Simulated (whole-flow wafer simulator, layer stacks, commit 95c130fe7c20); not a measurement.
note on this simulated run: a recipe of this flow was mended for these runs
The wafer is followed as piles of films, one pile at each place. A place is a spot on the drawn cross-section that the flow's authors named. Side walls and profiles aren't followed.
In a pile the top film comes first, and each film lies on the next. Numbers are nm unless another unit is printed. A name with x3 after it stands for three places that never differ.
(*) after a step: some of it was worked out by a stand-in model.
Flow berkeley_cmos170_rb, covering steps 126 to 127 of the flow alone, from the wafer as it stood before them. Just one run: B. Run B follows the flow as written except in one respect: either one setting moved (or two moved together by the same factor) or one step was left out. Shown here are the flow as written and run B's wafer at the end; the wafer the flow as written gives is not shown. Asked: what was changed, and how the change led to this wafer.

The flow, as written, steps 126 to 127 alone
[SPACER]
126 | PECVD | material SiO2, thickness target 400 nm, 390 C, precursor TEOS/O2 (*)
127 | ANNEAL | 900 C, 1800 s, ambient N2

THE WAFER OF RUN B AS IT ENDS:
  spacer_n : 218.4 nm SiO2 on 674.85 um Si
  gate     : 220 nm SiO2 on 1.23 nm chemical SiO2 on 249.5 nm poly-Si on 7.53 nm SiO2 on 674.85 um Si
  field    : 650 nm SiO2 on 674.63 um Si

Cause: step 126, PECVD: thickness target 220 nm was run, whereas the flow has thickness target 400 nm.
One can read it off the wafer: gate has SiO2 220, and step 126 as written asks for 400 nm.

Step by step, how the change led to this:
  126 | PECVD | material SiO2, thickness target 400 nm, 390 C, precursor TEOS/O2 (*)
      field, sd_n, contact, m1: +220 SiO2 (it would be, as written: +400 SiO2)
      spacer_n, sd_p, spacer_p: +212.4 SiO2 (it would be, as written: +385.3 SiO2)
      (also at 2 further places)
